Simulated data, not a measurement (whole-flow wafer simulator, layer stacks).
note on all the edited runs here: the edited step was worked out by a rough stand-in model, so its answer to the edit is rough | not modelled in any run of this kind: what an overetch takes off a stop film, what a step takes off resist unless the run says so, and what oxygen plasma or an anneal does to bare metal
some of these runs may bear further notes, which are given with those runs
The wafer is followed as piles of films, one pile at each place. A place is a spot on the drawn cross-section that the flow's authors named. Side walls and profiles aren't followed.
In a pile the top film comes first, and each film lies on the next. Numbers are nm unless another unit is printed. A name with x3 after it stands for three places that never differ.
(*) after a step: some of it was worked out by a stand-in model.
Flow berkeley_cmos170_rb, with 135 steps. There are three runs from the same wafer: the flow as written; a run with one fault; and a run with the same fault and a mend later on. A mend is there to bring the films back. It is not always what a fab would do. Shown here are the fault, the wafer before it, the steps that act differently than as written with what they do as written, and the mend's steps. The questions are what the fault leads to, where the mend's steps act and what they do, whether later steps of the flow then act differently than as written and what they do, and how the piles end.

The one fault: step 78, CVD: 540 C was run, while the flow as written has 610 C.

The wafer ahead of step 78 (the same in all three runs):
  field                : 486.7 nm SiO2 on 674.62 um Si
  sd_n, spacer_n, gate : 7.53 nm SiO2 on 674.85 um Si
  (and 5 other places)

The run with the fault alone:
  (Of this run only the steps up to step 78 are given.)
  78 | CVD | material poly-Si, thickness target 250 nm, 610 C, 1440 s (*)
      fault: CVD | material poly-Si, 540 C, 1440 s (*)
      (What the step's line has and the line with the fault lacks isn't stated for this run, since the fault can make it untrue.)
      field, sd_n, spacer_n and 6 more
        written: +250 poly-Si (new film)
        fault: +46.1 poly-Si (new film)
  The piles after step 78 differ from the flow's at field, sd_n, spacer_n and 6 more by more than 2% or 0.5 nm, whichever is larger.
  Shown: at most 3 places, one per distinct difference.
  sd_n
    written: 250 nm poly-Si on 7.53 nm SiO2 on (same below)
    fault: 46.1 nm poly-Si on 7.53 nm SiO2 on (same below)
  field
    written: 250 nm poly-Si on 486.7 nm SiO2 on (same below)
    fault: 46.1 nm poly-Si on 486.7 nm SiO2 on (same below)

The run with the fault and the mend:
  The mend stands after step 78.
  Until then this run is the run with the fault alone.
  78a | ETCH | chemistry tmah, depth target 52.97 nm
      field, sd_n, spacer_n and 6 more
        -46.1 poly-Si (all of it)
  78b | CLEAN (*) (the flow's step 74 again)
      does not change any film at any place that is followed
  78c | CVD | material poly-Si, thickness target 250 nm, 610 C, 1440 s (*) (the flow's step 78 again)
      field, sd_n, spacer_n and 6 more
        +250 poly-Si (new film)
  None of the later steps of the flow differs from how it acts as written, at any place that is followed, by more than 2% or 0.5 nm, whichever is larger.
  At every place that both follow, the piles at the end match the flow's.
